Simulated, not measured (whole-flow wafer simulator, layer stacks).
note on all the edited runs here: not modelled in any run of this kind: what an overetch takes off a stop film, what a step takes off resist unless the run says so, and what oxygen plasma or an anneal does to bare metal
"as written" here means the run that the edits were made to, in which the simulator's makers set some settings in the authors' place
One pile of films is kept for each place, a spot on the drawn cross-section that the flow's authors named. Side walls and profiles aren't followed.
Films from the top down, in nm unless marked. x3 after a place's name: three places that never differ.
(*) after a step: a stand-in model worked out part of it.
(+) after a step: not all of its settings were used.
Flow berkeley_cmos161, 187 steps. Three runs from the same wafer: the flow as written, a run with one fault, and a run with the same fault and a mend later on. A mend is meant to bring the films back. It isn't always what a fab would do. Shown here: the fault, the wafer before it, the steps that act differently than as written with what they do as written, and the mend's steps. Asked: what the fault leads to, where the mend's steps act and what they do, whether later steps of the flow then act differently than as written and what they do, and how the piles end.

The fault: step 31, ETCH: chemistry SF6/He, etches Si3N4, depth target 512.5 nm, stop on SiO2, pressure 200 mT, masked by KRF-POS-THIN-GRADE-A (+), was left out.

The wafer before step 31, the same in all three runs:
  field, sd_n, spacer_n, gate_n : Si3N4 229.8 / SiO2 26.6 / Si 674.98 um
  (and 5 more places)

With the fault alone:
  Later steps of the flow that act differently than as written (1 more step differs only slightly, by at most 2% or 0.5 nm, whichever is larger, and isn't shown):
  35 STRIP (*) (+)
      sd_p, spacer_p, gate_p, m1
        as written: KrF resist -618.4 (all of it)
        with the fault: KrF resist -881.5 (all of it)
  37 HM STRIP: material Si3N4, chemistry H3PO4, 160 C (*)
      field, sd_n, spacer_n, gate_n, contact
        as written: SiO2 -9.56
        with the fault: Si3N4 -229.8 (all of it), SiO2 -2.15
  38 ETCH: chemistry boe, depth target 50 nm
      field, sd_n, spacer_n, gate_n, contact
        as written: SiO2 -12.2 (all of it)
        with the fault: SiO2 -24.4 (all of it)
  At the end the piles are the same as the flow's at every place that both follow.

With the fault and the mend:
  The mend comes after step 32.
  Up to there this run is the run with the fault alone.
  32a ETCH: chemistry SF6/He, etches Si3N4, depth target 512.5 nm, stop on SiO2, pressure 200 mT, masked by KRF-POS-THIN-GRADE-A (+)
      field, sd_n, spacer_n, gate_n, contact
        Si3N4 -229.8 (all of it), SiO2 -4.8
      sd_p, spacer_p, gate_p, m1
        KrF resist -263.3
  No later step of the flow acts differently than as written at any place that is followed.
  At the end the piles are the same as the flow's at every place that both follow.
